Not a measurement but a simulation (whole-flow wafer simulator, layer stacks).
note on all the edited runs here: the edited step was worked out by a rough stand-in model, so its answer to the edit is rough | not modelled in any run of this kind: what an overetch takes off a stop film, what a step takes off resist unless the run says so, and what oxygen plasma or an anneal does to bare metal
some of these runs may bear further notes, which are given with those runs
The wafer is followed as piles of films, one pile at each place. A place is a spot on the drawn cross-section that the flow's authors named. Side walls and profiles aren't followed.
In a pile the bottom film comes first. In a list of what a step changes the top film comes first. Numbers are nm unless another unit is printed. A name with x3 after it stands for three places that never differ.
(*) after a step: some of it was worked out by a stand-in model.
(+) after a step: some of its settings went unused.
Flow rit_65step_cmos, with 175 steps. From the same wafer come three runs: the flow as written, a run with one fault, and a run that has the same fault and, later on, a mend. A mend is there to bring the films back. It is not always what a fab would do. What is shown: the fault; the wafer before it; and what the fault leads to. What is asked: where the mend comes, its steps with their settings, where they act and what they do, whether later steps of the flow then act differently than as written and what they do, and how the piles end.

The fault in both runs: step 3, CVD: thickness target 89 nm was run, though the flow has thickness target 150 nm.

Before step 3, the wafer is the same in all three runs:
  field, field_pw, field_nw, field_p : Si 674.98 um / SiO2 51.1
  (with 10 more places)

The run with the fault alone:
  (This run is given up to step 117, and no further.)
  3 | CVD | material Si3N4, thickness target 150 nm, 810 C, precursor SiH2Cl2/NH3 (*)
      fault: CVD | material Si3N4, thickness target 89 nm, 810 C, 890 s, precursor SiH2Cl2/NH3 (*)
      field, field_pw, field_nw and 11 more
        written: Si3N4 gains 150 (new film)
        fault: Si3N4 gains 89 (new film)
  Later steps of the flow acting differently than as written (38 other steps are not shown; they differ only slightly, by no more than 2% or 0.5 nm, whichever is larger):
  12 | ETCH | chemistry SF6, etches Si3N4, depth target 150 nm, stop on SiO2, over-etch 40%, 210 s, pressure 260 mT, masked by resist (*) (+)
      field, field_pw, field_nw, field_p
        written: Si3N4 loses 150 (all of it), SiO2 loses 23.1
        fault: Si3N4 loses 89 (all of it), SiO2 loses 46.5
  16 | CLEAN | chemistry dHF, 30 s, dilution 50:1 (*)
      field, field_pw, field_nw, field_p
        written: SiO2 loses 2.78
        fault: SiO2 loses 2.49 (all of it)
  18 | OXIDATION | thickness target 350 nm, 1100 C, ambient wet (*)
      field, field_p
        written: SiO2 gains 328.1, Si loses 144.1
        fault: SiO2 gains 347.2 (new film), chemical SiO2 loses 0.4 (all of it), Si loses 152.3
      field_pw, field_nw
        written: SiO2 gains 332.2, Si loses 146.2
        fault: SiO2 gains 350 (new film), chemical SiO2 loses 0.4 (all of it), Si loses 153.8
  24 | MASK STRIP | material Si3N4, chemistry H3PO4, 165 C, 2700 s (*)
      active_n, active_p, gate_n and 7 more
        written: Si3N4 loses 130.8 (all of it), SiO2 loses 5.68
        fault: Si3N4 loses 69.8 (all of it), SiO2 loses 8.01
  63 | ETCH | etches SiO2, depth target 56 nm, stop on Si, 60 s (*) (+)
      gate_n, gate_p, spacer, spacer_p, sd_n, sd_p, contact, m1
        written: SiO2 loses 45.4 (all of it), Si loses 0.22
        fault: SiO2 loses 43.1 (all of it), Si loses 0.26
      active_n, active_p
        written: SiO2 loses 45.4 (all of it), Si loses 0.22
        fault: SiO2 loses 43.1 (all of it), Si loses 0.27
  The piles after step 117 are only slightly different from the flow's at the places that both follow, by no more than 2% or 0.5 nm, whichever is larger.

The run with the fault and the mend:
  The mend stands after step 4.
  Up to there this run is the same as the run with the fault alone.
  4a | ETCH | chemistry h3po4, depth target 102.3 nm
      field, field_pw, field_nw and 11 more
        Si3N4 loses 89 (all of it)
  4b | CLEAN | chemistry SC2, 75 C, 600 s
      alters no film at any place that is followed
  4c | CVD | material Si3N4, thickness target 150 nm, 810 C, precursor SiH2Cl2/NH3 (*) (the flow's step 3 again)
      field, field_pw, field_nw and 11 more
        Si3N4 gains 150 (new film)
  Later steps of the flow that are run all act as written at every place that is followed.
  The piles end the same as the flow's at every place that both follow.
